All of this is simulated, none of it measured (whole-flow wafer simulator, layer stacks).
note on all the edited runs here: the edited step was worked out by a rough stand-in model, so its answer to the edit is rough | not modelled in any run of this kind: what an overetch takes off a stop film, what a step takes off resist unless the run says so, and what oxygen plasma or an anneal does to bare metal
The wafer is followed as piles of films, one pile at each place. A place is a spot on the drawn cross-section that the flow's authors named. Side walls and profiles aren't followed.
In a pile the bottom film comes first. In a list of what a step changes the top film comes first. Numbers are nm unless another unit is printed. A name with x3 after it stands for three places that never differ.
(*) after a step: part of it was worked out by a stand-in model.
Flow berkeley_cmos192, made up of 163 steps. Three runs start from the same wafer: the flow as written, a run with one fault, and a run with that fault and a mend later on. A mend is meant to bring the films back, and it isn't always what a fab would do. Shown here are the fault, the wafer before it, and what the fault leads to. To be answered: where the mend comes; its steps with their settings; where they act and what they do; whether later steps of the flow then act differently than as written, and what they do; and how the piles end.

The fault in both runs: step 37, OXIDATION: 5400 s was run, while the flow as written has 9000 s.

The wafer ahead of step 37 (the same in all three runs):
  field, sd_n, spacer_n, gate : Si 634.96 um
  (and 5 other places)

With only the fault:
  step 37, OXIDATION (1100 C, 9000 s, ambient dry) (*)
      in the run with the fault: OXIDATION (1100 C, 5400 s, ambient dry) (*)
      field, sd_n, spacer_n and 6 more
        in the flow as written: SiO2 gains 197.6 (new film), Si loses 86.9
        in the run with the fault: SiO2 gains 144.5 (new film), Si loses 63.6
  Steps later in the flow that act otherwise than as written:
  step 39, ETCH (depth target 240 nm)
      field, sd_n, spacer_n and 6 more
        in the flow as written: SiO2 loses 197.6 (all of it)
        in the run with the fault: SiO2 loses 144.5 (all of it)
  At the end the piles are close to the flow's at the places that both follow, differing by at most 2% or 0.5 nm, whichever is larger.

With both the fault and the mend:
  After step 37 comes the mend.
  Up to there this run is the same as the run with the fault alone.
  step 37a, OXIDATION (1100 C, 3600 s, ambient dry) (*) (the flow's step 37, run once more with other settings)
      field, sd_n, spacer_n and 6 more
        SiO2 gains 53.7, Si loses 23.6
  None of the later steps of the flow differs from how it acts as written, at any place that is followed, by more than 2% or 0.5 nm, whichever is larger.
  At the end the piles are close to the flow's at the places that both follow, differing by at most 2% or 0.5 nm, whichever is larger.
